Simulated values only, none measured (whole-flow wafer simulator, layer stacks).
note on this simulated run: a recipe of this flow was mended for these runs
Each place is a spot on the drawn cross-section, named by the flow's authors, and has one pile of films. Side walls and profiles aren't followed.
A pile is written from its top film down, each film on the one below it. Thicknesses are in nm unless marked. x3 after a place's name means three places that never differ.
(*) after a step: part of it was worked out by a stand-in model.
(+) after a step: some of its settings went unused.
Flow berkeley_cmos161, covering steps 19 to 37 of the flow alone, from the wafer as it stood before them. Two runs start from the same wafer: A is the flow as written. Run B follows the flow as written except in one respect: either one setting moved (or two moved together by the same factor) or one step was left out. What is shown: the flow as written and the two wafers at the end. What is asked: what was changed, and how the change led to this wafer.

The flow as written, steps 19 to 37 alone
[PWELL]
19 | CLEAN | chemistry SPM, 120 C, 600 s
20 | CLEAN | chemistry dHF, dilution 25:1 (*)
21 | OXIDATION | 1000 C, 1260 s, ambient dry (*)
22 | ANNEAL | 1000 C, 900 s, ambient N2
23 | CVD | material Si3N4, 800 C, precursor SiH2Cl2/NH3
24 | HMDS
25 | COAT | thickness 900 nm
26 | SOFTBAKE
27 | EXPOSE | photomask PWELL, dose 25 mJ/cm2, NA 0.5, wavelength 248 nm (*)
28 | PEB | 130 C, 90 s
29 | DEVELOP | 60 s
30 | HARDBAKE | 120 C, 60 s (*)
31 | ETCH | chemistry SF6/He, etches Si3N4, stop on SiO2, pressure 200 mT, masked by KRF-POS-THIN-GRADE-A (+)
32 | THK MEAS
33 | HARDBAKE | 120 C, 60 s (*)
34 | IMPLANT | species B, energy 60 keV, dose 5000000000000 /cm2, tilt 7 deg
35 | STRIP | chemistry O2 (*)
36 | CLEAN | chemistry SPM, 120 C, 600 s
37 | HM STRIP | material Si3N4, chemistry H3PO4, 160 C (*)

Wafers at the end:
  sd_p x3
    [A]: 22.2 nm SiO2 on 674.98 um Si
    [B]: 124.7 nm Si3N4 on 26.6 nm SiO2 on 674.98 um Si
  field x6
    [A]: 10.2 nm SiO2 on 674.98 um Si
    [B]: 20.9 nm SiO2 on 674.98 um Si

What caused this: step 37, HM STRIP: 128 C was run, while the flow as written has 160 C.

Step by step, how the change led to this:
  37 | HM STRIP | material Si3N4, chemistry H3PO4, 160 C (*)
      sd_p x3: A -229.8 Si3N4 (all of it), -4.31 SiO2 | B -105.1 Si3N4
      field x6: A -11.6 SiO2 | B -0.9 SiO2
